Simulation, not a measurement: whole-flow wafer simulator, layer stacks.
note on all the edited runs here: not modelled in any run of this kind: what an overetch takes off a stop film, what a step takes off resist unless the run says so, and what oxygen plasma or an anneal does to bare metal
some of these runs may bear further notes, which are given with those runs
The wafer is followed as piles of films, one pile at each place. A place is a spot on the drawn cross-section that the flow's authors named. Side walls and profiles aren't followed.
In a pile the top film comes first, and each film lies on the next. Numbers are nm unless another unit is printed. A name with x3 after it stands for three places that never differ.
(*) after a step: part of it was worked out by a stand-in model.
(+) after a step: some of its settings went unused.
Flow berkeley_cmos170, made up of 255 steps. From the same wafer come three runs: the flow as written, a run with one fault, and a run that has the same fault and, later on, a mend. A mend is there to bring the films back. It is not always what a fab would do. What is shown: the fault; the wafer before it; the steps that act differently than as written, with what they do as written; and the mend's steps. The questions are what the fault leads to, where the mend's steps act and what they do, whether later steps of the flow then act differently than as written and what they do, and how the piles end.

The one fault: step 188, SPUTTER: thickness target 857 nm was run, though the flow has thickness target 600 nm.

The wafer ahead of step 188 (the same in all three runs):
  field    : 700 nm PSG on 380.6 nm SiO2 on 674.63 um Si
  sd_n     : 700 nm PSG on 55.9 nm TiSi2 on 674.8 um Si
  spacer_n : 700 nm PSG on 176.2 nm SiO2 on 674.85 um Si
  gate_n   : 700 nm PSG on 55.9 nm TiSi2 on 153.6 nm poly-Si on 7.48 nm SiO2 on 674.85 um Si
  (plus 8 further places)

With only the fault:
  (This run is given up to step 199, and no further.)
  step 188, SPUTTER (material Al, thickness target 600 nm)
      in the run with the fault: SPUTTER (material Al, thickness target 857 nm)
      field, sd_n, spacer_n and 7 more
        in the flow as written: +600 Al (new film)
        in the run with the fault: +857 Al (new film)
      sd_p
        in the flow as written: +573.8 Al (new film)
        in the run with the fault: +827.9 Al (new film)
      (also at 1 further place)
  Steps later in the flow that act otherwise than as written (1 other step is not shown; it differs only slightly, by no more than 2% or 0.5 nm, whichever is larger):
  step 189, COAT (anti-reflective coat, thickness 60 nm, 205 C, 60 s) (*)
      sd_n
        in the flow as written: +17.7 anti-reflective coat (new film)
        in the run with the fault: +26 anti-reflective coat (new film)
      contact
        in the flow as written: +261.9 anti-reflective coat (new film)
        in the run with the fault: +300.4 anti-reflective coat (new film)
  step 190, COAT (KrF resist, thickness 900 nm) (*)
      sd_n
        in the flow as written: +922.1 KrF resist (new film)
        in the run with the fault: +895.1 KrF resist (new film)
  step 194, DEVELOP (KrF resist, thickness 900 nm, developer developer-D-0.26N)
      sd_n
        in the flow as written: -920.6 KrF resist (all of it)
        in the run with the fault: -893.7 KrF resist (all of it)
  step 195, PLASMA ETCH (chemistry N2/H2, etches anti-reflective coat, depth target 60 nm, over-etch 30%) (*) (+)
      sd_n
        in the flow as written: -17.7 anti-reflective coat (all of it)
        in the run with the fault: -26 anti-reflective coat (all of it)
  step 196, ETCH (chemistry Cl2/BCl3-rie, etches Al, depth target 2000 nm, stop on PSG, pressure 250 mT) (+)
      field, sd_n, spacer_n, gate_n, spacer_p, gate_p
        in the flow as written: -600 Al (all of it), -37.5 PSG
        in the run with the fault: -857 Al (all of it), -37.5 PSG
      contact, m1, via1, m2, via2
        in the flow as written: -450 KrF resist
        in the run with the fault: -578.5 KrF resist
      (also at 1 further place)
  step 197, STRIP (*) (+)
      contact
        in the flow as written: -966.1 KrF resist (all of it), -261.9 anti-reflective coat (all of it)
        in the run with the fault: -856.7 KrF resist (all of it), -300.4 anti-reflective coat (all of it)
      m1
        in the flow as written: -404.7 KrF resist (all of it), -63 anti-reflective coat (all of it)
        in the run with the fault: -272.3 KrF resist (all of it), -63.1 anti-reflective coat (all of it)
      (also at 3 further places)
  After step 199, at contact, m1, via1, m2, via2, the piles differ from the flow's by more than 2% or 0.5 nm, whichever is larger.
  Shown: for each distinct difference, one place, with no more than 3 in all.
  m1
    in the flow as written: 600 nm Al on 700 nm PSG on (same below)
    in the run with the fault: 857 nm Al on 700 nm PSG on (same below)
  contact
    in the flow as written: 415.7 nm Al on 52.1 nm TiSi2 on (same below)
    in the run with the fault: 581.5 nm Al on 52.1 nm TiSi2 on (same below)

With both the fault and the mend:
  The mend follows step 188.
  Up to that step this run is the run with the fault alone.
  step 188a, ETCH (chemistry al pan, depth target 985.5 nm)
      field, sd_n, spacer_n and 7 more
        -857 Al (all of it)
      sd_p
        -827.9 Al (all of it)
      contact
        -581.5 Al (all of it)
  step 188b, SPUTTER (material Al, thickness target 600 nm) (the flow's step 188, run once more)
      field, sd_n, spacer_n and 7 more
        +600 Al (new film)
      sd_p
        +573.8 Al (new film)
      contact
        +415.7 Al (new film)
  Every later step of the flow that is run acts as written at every place that is followed.
  The piles end the same as the flow's at every place that both follow.
